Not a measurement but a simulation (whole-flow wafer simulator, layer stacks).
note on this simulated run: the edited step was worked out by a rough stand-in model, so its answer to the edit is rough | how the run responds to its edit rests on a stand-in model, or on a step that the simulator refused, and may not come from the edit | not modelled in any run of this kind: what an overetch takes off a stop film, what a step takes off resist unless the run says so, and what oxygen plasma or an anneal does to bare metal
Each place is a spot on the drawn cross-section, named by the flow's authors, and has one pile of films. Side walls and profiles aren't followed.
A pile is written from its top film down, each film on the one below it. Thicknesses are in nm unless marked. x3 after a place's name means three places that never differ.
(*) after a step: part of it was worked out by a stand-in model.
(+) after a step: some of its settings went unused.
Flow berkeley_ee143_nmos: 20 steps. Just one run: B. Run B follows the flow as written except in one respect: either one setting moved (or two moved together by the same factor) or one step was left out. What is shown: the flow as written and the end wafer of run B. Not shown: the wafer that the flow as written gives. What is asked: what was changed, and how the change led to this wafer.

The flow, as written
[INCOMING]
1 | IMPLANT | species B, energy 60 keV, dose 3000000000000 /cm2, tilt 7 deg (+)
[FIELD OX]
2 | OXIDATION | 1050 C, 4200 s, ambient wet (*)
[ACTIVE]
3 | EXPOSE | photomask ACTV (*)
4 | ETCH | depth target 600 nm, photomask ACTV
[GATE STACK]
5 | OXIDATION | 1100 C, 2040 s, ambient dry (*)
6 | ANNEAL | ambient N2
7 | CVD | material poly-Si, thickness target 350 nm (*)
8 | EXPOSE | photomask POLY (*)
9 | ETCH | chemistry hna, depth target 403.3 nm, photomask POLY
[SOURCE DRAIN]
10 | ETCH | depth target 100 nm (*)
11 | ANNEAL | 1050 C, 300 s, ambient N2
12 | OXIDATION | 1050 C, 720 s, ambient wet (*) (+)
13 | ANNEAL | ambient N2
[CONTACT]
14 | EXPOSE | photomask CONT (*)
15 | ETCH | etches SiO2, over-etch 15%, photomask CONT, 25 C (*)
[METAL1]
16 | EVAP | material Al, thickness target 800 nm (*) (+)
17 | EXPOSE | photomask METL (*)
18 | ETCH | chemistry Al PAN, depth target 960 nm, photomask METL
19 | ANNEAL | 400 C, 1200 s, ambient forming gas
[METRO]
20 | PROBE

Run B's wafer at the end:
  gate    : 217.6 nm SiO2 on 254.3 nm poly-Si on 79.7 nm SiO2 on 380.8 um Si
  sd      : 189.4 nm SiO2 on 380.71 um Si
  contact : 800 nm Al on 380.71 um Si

The reason: step 2, OXIDATION: 2205 s was run, whereas the flow has 4200 s.

Step by step, how the change led to this:
  2 | OXIDATION | 1050 C, 4200 s, ambient wet (*)
      gate, sd, contact, field: +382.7 SiO2 (new film), -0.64 chemical SiO2 (all of it), -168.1 Si (in the flow as written it would be: +566.4 SiO2 (new film), -0.64 chemical SiO2 (all of it), -248.9 Si)
  4 | ETCH | depth target 600 nm, photomask ACTV
      gate, sd, contact: -382.7 SiO2 (all of it) (in the flow as written it would be: -566.4 SiO2 (all of it))
  5 | OXIDATION | 1100 C, 2040 s, ambient dry (*)
      field: +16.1 SiO2, -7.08 Si (in the flow as written it would be: +11.6 SiO2, -5.1 Si)
  12 | OXIDATION | 1050 C, 720 s, ambient wet (*) (+)
      field: +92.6 SiO2, -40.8 Si (in the flow as written it would be: +69.1 SiO2, -30.4 Si)
